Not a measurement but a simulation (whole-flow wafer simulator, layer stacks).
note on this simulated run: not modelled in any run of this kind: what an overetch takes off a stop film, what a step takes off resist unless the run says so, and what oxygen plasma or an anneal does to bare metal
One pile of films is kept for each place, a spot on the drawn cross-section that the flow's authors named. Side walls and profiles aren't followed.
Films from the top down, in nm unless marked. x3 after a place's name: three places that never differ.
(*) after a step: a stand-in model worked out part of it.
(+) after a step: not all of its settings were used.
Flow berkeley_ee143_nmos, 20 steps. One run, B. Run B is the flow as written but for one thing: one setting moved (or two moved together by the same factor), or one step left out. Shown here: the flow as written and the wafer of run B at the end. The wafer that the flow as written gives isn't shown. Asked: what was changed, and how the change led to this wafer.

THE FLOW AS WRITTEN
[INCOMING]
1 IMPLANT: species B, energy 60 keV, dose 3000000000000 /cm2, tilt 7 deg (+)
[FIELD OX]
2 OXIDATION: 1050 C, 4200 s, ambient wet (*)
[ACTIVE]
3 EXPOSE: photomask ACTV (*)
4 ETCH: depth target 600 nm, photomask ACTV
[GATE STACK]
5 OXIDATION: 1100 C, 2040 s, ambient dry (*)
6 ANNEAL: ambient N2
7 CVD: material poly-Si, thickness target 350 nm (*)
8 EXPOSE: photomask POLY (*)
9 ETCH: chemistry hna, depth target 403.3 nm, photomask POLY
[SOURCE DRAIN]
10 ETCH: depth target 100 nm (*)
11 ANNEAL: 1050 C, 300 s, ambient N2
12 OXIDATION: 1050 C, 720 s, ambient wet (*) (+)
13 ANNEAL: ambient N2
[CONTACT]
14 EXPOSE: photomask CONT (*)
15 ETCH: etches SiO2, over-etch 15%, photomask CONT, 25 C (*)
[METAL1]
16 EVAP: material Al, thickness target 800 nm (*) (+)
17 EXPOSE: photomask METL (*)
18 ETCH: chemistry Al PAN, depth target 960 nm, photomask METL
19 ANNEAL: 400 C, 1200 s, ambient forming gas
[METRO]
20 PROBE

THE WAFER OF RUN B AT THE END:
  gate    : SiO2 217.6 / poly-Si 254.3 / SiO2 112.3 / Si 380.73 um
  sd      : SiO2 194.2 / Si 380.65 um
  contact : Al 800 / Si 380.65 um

The cause: step 4, ETCH: depth target 499 nm was run, where the flow has depth target 600 nm.

How the change led to this, step by step:
  4 ETCH: depth target 600 nm, photomask ACTV
      gate, sd, contact: SiO2 -499 (as written it would be: SiO2 -566.4 (all of it))
  5 OXIDATION: 1100 C, 2040 s, ambient dry (*)
      gate, sd, contact: SiO2 +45, Si -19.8 (as written it would be: SiO2 +79.7 (new film), Si -35.1)
  10 ETCH: depth target 100 nm (*)
      sd, contact: SiO2 -100 (as written it would be: SiO2 -79.7 (all of it))
  12 OXIDATION: 1050 C, 720 s, ambient wet (*) (+)
      sd, contact: SiO2 +181.8, Si -80 (as written it would be: SiO2 +189.4 (new film), Si -83.4)
  15 ETCH: etches SiO2, over-etch 15%, photomask CONT, 25 C (*)
      contact: SiO2 -194.2 (all of it) (as written it would be: SiO2 -189.4 (all of it))
